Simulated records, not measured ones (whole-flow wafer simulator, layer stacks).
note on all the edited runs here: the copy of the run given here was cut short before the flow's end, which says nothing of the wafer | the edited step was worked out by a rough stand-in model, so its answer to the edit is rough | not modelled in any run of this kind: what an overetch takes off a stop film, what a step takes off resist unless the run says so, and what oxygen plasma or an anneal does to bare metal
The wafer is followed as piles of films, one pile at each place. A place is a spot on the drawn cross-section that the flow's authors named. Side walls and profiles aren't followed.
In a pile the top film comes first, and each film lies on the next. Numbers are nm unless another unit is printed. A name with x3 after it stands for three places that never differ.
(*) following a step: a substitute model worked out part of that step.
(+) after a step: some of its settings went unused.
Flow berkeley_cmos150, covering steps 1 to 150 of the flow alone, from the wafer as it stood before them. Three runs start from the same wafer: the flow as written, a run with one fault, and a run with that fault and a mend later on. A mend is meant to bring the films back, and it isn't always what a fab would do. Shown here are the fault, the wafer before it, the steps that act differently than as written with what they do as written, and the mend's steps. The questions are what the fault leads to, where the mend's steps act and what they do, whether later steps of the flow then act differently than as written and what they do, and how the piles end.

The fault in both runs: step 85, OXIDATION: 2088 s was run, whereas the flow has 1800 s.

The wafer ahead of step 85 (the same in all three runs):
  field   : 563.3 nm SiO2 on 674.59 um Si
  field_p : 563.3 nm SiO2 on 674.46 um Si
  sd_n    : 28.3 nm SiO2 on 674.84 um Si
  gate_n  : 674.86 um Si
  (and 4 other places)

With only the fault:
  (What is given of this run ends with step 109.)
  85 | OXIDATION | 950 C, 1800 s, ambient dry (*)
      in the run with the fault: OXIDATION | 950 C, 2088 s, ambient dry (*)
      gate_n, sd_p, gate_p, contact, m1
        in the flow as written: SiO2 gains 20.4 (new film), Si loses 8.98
        in the run with the fault: SiO2 gains 22.4 (new film), Si loses 9.84
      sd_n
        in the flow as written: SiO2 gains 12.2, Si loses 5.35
        in the run with the fault: SiO2 gains 13.8, Si loses 6.07
  Steps later in the flow that act otherwise than as written (8 more steps, not shown, differ only slightly: by at most 2% or 0.5 nm, whichever is larger):
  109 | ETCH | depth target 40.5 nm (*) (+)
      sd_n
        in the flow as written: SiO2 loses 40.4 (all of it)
        in the run with the fault: SiO2 loses 40.5
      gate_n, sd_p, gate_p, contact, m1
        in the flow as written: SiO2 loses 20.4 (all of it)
        in the run with the fault: SiO2 loses 22.4 (all of it)
  After step 109, at sd_n, the piles differ from the flow's by more than 2% or 0.5 nm, whichever is larger.
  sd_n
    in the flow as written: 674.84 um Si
    in the run with the fault: 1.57 nm SiO2 on 674.84 um Si

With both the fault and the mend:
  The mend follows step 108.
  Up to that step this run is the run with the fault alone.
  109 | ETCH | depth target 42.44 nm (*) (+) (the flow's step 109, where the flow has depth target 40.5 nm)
      gate_n, sd_p, gate_p, contact, m1
        SiO2 loses 22.4 (all of it)
      field, field_p
        SiO2 loses 42.4
      sd_n
        SiO2 loses 42.1 (all of it)
  None of the later steps of the flow differs from how it acts as written, at any place that is followed, by more than 2% or 0.5 nm, whichever is larger.
  The piles end only slightly different from the flow's at the places that both follow, by no more than 2% or 0.5 nm, whichever is larger.
